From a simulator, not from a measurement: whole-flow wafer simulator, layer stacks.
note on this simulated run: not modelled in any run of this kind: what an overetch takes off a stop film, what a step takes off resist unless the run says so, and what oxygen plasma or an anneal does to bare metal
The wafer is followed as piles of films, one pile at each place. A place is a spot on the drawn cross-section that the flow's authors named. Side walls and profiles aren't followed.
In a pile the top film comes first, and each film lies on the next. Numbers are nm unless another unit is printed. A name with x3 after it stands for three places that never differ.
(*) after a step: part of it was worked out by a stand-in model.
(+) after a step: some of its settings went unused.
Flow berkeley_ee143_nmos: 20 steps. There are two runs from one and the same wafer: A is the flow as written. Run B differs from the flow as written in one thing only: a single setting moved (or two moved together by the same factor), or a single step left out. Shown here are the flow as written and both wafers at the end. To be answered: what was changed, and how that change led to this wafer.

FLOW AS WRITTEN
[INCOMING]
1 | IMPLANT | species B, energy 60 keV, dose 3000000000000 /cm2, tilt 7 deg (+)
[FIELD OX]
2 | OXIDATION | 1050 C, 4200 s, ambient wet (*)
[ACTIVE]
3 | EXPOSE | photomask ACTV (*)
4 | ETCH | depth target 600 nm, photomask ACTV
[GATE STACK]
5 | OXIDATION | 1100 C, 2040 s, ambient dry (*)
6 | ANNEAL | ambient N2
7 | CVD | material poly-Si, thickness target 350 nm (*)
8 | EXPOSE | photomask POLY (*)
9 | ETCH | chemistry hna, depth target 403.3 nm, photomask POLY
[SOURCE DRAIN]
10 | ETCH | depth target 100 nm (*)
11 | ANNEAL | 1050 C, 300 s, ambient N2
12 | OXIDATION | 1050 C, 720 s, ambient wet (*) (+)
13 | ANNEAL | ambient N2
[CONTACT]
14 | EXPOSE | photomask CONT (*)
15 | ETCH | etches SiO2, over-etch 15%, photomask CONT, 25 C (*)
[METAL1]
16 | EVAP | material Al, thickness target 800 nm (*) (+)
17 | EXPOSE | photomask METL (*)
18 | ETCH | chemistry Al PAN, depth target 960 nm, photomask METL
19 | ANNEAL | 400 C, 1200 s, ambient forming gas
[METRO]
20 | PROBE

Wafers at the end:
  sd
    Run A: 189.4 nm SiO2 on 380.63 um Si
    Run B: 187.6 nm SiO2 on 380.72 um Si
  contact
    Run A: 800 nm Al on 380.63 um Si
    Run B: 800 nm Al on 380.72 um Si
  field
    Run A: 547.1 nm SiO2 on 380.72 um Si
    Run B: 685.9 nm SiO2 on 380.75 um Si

The reason: step 9, ETCH: depth target 302.5 nm was run, though the flow has depth target 403.3 nm.

How this came from the change, step by step:
  9 | ETCH | chemistry hna, depth target 403.3 nm, photomask POLY
      sd, contact, field: A poly-Si loses 350 (all of it) | B poly-Si loses 302.5
  10 | ETCH | depth target 100 nm (*)
      sd, contact: A SiO2 loses 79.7 (all of it) | B nothing
      field: A SiO2 loses 100 | B nothing
  12 | OXIDATION | 1050 C, 720 s, ambient wet (*) (+)
      sd, contact: A SiO2 gains 189.4 (new film), Si loses 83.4 | B poly-Si loses 47.5 (all of it), SiO2 gains 108
      field: A SiO2 gains 69.1, Si loses 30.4 | B poly-Si loses 47.5 (all of it), SiO2 gains 108
